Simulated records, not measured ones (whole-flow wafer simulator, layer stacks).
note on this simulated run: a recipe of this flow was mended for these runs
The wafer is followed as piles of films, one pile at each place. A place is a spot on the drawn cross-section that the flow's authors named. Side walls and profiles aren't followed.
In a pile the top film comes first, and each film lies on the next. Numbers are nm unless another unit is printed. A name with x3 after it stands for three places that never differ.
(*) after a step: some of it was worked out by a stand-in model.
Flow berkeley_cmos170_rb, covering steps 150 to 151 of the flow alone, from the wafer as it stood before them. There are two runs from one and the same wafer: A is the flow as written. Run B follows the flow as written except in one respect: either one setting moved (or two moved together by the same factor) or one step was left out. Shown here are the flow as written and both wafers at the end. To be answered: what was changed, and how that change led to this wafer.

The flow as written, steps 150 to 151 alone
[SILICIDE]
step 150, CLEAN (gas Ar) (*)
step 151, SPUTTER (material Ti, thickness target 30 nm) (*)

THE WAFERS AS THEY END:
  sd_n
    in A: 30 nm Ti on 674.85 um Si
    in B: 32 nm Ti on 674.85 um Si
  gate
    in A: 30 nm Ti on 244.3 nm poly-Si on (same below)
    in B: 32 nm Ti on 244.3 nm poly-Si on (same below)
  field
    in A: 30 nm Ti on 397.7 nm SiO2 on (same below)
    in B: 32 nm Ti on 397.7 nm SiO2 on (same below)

Cause: step 151, SPUTTER: thickness target 32 nm was run, though the flow has thickness target 30 nm.
The wafer lets one read it off: sd_n has Ti 32, and step 151 as written asks for 30 nm.

How this came from the change, step by step:
  step 151, SPUTTER (material Ti, thickness target 30 nm) (*)
      field, sd_n, spacer_n, gate, spacer_p, gate_p, contact, m1: A +30 Ti (new film) | B +32 Ti (new film)
      sd_p: A +27.9 Ti (new film) | B +29.8 Ti (new film)
